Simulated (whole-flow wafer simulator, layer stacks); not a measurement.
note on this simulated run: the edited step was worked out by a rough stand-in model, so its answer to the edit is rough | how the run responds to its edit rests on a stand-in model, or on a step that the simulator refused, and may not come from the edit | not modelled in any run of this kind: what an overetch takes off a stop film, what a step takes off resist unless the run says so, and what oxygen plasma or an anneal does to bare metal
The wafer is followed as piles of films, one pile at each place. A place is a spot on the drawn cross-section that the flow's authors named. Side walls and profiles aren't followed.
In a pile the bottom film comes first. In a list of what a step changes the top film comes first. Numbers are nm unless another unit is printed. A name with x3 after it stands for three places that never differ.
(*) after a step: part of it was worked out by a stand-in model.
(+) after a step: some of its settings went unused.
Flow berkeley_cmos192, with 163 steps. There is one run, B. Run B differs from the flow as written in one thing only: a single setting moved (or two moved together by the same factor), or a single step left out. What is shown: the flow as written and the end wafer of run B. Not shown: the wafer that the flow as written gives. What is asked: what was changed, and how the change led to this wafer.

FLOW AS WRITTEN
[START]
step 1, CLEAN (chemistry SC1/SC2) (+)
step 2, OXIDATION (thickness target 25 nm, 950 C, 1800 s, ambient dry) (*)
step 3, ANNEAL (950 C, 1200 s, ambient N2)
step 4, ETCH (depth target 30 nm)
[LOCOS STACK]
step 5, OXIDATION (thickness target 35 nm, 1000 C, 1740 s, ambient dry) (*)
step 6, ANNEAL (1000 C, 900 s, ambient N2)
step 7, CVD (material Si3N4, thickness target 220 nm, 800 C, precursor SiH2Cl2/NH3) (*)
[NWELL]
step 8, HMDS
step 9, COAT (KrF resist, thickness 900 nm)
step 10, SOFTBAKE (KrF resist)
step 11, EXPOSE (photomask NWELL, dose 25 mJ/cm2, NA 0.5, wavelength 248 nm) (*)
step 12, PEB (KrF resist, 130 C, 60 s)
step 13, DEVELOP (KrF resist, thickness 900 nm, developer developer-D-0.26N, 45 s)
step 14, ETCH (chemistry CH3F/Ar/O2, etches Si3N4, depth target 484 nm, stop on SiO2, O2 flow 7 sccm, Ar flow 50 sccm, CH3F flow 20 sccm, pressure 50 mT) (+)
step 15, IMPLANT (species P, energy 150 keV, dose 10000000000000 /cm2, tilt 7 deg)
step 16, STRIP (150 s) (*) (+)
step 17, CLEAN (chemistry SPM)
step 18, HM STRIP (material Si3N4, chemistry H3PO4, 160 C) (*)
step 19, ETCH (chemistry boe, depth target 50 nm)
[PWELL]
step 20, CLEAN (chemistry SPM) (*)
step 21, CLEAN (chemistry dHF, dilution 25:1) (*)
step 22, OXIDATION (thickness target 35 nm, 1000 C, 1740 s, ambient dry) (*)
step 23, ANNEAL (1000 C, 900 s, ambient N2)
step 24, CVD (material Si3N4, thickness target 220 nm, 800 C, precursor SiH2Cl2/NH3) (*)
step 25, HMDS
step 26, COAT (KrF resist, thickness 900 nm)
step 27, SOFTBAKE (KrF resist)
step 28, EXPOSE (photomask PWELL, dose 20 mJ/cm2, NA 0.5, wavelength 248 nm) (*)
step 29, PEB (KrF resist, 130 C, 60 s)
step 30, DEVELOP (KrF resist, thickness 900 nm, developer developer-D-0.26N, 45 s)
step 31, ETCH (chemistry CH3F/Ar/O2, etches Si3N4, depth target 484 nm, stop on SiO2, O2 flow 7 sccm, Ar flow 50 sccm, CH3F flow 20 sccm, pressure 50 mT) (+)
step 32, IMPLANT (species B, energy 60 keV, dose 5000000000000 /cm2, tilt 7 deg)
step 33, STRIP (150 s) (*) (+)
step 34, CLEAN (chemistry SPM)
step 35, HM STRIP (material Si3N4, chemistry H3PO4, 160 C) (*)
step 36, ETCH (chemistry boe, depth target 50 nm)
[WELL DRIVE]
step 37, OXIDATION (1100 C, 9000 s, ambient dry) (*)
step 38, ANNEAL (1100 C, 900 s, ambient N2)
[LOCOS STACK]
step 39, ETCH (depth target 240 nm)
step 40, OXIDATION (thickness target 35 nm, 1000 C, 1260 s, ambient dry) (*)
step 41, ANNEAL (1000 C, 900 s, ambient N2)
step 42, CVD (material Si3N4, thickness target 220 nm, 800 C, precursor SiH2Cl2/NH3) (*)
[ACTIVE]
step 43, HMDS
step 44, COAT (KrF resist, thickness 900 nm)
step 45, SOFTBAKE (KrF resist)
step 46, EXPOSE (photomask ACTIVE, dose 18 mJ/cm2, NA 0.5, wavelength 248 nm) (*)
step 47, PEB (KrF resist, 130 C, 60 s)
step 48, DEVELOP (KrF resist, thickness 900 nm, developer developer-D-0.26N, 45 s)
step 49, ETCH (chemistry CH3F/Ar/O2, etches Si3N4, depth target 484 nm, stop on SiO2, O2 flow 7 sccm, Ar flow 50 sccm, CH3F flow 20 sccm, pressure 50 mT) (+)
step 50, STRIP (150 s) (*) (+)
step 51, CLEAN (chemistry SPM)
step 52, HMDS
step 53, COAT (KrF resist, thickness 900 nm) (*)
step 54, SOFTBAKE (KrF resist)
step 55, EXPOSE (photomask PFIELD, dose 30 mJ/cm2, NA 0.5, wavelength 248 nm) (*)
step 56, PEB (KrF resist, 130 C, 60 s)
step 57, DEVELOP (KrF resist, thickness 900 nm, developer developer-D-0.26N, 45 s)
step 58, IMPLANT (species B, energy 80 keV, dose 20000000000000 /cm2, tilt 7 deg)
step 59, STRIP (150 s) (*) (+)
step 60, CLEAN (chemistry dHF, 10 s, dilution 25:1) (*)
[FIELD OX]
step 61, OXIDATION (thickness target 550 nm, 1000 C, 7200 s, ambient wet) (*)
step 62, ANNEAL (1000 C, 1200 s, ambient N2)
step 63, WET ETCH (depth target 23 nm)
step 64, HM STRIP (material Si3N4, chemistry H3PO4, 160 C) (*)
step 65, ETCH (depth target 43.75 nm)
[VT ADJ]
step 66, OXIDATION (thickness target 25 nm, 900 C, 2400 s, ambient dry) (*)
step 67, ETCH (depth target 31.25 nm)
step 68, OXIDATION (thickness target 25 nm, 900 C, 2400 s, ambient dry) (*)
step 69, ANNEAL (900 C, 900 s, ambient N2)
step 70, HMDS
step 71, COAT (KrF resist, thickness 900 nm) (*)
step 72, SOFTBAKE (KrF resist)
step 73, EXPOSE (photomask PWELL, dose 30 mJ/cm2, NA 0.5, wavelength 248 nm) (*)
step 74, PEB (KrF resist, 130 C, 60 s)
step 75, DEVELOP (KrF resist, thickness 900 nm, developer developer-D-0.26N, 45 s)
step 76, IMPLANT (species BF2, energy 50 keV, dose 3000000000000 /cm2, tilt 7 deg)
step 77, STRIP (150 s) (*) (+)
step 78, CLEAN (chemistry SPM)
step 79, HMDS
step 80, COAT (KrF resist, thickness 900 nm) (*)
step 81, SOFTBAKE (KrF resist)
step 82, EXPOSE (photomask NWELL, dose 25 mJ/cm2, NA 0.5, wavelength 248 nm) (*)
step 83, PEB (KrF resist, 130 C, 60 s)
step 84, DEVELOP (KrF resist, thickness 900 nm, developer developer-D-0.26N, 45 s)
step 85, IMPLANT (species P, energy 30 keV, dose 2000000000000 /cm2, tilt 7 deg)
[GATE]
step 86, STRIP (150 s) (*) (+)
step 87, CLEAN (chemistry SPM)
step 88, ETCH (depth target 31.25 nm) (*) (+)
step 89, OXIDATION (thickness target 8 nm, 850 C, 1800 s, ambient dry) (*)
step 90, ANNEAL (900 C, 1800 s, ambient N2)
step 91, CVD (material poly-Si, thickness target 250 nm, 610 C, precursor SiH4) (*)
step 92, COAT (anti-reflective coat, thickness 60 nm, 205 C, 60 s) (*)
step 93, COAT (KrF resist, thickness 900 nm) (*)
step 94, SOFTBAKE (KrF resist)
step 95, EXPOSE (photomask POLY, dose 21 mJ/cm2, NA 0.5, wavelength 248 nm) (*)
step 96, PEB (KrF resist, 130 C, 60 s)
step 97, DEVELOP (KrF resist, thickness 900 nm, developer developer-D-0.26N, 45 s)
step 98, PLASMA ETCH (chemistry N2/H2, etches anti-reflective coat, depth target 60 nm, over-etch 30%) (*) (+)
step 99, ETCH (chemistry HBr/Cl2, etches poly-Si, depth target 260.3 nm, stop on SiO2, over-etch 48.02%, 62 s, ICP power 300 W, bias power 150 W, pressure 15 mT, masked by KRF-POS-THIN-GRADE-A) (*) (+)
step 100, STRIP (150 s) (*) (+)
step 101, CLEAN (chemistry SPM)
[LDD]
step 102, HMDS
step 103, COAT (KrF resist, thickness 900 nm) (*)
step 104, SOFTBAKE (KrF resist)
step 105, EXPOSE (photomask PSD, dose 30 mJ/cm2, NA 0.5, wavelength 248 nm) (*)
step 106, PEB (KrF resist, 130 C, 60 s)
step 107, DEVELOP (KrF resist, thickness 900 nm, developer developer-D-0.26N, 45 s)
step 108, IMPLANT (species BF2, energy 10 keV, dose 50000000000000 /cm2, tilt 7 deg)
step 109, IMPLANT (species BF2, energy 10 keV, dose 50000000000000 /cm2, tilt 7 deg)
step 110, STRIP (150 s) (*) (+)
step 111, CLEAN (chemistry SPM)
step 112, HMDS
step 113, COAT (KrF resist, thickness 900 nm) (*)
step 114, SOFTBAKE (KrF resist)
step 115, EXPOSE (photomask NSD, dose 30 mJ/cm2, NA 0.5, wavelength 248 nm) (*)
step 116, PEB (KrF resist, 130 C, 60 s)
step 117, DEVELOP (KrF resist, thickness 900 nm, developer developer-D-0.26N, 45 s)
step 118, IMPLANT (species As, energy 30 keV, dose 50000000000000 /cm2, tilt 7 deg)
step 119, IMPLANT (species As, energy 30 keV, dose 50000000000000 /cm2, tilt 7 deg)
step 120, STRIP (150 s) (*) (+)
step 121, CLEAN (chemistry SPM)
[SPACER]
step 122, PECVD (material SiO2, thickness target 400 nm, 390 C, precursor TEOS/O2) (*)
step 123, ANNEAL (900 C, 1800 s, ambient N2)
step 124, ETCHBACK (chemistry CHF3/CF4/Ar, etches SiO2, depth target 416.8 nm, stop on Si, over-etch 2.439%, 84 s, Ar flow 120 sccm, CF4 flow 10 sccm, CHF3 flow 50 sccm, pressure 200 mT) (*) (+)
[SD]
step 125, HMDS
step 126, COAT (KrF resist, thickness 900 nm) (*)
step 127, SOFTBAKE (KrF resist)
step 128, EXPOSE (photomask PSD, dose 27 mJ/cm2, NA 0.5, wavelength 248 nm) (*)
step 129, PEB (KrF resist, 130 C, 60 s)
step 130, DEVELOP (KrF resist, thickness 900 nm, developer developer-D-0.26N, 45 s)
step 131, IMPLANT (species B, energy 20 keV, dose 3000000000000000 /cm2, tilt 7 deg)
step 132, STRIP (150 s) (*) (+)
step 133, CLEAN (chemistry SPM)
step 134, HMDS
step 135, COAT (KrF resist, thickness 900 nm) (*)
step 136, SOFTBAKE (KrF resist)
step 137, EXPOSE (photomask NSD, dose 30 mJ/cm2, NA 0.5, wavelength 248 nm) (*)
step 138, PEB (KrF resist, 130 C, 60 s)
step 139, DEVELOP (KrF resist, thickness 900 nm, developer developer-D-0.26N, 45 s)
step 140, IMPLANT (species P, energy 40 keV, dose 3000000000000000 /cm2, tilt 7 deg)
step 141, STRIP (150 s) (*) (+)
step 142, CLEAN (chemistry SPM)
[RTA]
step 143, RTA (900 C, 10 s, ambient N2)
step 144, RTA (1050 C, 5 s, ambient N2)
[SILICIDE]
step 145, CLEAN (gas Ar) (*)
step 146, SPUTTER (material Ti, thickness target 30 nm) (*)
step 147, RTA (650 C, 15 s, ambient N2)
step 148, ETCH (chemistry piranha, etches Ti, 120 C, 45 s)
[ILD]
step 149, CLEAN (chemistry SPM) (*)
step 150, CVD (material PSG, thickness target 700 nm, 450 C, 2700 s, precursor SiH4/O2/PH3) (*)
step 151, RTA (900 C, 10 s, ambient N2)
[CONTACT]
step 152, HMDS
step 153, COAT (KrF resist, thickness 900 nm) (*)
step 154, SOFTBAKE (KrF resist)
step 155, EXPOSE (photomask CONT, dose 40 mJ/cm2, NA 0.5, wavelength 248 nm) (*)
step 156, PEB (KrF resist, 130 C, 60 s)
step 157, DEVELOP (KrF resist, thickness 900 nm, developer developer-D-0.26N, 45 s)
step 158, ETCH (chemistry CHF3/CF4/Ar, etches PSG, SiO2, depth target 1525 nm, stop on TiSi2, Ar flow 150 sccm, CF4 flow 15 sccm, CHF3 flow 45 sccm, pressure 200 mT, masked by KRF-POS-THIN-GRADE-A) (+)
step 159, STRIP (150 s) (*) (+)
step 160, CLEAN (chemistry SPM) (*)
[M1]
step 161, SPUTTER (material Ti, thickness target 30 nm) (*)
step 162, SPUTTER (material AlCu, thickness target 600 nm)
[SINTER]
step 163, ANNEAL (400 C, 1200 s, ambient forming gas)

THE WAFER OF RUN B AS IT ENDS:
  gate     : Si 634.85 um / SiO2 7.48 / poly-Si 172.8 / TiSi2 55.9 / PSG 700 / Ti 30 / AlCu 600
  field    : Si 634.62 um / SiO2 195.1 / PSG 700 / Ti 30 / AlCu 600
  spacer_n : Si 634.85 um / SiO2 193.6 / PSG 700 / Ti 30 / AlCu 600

Cause: step 122, PECVD: thickness target 200 nm was run, though the flow has thickness target 400 nm.

How this came from the change, step by step:
  step 122, PECVD (material SiO2, thickness target 400 nm, 390 C, precursor TEOS/O2) (*)
      field, sd_n, contact, m1: +200 SiO2 (as written it would have been: +400 SiO2)
      spacer_n, sd_p, spacer_p: +193.2 SiO2 (as written it would have been: +385.5 SiO2)
      (also at 2 further places)
  step 124, ETCHBACK (chemistry CHF3/CF4/Ar, etches SiO2, depth target 416.8 nm, stop on Si, over-etch 2.439%, 84 s, Ar flow 120 sccm, CF4 flow 10 sccm, CHF3 flow 50 sccm, pressure 200 mT) (*) (+)
      spacer_n: nothing (as written it would have been: -160 SiO2)
      spacer_p: nothing (as written it would have been: -159.9 SiO2)
      (also at 6 further places)
  step 126, COAT (KrF resist, thickness 900 nm) (*)
      field: +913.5 KrF resist (new film) (as written it would have been: +865.2 KrF resist (new film))
      sd_n: +890.6 KrF resist (new film) (as written it would have been: +999.7 KrF resist (new film))
      (also at 7 further places)
  step 130, DEVELOP (KrF resist, thickness 900 nm, developer developer-D-0.26N, 45 s)
      sd_p: -914 KrF resist (all of it) (as written it would have been: -1004.6 KrF resist (all of it))
      spacer_p: -740.5 KrF resist (all of it) (as written it would have been: -784.6 KrF resist (all of it))
      (also at 1 further place)
  step 132, STRIP (150 s) (*) (+)
      field: -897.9 KrF resist (all of it) (as written it would have been: -849.7 KrF resist (all of it))
      sd_n: +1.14 chemical SiO2 (new film), -875 KrF resist (all of it), -0.5 Si (as written it would have been: +1.13 chemical SiO2 (new film), -983.9 KrF resist (all of it), -0.5 Si)
      (also at 4 further places)
  step 135, COAT (KrF resist, thickness 900 nm) (*)
      field: +913.9 KrF resist (new film) (as written it would have been: +865 KrF resist (new film))
      sd_n: +890.2 KrF resist (new film) (as written it would have been: +999.2 KrF resist (new film))
      (also at 7 further places)
  step 139, DEVELOP (KrF resist, thickness 900 nm, developer developer-D-0.26N, 45 s)
      sd_n: -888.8 KrF resist (all of it) (as written it would have been: -997.6 KrF resist (all of it))
      spacer_n: -740.2 KrF resist (all of it) (as written it would have been: -789.9 KrF resist (all of it))
      (also at 2 further places)
  step 141, STRIP (150 s) (*) (+)
      gate_p: -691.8 KrF resist (all of it), +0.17 chemical SiO2, -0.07 poly-Si (as written it would have been: -749.1 KrF resist (all of it), +0.16 chemical SiO2)
      field: -898.2 KrF resist (all of it) (as written it would have been: -849.5 KrF resist (all of it))
      (also at 3 further places)
  step 146, SPUTTER (material Ti, thickness target 30 nm) (*)
      sd_p: +30 Ti (new film) (as written it would have been: +28 Ti (new film))
  step 147, RTA (650 C, 15 s, ambient N2)
      sd_p: -23.4 Ti, +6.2 TiSi first (new film), +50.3 TiSi2 C49 (new film), -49 Si (as written it would have been: -21.9 Ti, +2.35 TiSi first (new film), +52.1 TiSi2 C49 (new film), -48.1 Si)
  step 150, CVD (material PSG, thickness target 700 nm, 450 C, 2700 s, precursor SiH4/O2/PH3) (*)
      sd_p: +700 PSG (new film) (as written it would have been: +665.5 PSG (new film))
  step 151, RTA (900 C, 10 s, ambient N2)
      sd_p: under 1 film: +55.9 TiSi2 (new film), -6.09 TiSi first (all of it), -50.3 TiSi2 C49 (all of it), -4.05 Si (as written it would have been: under 1 film: +52.2 TiSi2 (new film), -2.25 TiSi first (all of it), -52.1 TiSi2 C49 (all of it), -1.5 Si)
  step 153, COAT (KrF resist, thickness 900 nm) (*)
      field: +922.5 KrF resist (new film) (as written it would have been: +881.3 KrF resist (new film))
      sd_n: +889.7 KrF resist (new film) (as written it would have been: +1002.2 KrF resist (new film))
      (also at 7 further places)
  step 157, DEVELOP (KrF resist, thickness 900 nm, developer developer-D-0.26N, 45 s)
      contact: -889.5 KrF resist (all of it) (as written it would have been: -979.3 KrF resist (all of it))
  step 159, STRIP (150 s) (*) (+)
      field: -712.8 KrF resist (all of it) (as written it would have been: -671.6 KrF resist (all of it))
      sd_n: -680 KrF resist (all of it) (as written it would have been: -792.3 KrF resist (all of it))
      (also at 6 further places)
  step 161, SPUTTER (material Ti, thickness target 30 nm) (*)
      sd_p: +30 Ti (new film) (as written it would have been: +26.6 Ti (new film))
  step 162, SPUTTER (material AlCu, thickness target 600 nm)
      sd_p: +600 AlCu (new film) (as written it would have been: +551.2 AlCu (new film))
